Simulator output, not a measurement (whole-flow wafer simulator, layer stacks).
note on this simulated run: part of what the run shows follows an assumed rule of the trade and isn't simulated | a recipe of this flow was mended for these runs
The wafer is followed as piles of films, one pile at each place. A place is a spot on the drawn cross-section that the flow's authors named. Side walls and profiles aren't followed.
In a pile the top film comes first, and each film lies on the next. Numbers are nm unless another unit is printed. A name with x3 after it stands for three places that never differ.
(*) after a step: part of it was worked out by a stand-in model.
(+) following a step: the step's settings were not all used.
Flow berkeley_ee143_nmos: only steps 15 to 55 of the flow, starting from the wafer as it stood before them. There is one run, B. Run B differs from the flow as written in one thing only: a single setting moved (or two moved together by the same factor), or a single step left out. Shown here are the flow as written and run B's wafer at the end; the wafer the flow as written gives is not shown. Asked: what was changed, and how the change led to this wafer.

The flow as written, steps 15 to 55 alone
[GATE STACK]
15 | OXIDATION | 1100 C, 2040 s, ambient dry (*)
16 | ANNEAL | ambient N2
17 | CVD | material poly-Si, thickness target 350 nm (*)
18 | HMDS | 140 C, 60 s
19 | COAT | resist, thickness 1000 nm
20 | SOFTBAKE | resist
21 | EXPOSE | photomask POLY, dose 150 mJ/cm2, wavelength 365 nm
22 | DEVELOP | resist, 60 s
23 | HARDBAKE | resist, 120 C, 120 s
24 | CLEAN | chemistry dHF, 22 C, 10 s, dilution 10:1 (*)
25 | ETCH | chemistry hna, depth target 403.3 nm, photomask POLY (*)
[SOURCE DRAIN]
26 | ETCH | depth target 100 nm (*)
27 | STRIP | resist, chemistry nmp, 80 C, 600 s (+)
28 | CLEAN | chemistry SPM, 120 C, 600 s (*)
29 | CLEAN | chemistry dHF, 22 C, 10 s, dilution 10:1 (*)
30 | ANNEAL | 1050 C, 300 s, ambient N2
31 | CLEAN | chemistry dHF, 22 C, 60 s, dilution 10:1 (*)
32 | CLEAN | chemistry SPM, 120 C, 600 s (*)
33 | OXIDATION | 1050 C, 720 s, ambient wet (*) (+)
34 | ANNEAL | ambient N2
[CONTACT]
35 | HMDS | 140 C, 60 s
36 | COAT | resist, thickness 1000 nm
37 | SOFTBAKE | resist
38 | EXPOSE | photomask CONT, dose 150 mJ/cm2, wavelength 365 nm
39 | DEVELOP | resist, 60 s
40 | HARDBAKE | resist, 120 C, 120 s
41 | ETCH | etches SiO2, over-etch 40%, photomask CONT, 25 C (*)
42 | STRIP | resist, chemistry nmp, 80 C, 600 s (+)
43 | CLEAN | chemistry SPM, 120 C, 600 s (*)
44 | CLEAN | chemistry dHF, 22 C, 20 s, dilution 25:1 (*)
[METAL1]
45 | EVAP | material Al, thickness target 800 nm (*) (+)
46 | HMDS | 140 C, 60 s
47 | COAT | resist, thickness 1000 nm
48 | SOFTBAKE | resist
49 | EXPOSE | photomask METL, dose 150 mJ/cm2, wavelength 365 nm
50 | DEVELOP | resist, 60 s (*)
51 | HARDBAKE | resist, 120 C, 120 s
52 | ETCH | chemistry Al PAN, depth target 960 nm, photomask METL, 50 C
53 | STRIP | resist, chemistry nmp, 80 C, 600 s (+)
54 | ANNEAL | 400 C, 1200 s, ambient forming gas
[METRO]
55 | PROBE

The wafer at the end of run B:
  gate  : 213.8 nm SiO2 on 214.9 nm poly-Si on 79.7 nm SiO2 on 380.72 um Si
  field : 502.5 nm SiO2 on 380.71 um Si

What caused this: step 17, CVD: thickness target 311 nm was run, whereas the flow has thickness target 350 nm.

Step by step, how the change led to this:
  17 | CVD | material poly-Si, thickness target 350 nm (*)
      gate, sd, contact, field: poly-Si gains 311 (new film) (it would be, as written: poly-Si gains 350 (new film))
  25 | ETCH | chemistry hna, depth target 403.3 nm, photomask POLY (*)
      sd, contact, field: poly-Si loses 311 (all of it), SiO2 loses 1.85 (it would be, as written: poly-Si loses 350 (all of it), SiO2 loses 1.07)
  36 | COAT | resist, thickness 1000 nm
      gate: resist gains 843 (new film) (it would be, as written: resist gains 822.5 (new film))
  40 | HARDBAKE | resist, 120 C, 120 s
      gate: resist loses 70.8 (it would be, as written: resist loses 69)
  42 | STRIP | resist, chemistry nmp, 80 C, 600 s (+)
      gate: resist loses 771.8 (all of it) (it would be, as written: resist loses 753.2 (all of it))
  47 | COAT | resist, thickness 1000 nm
      gate: resist gains 854.6 (new film) (it would be, as written: resist gains 834.7 (new film))
  50 | DEVELOP | resist, 60 s (*)
      gate: resist loses 854.6 (all of it), Al loses 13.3 (it would be, as written: resist loses 834.7 (all of it), Al loses 13.3)
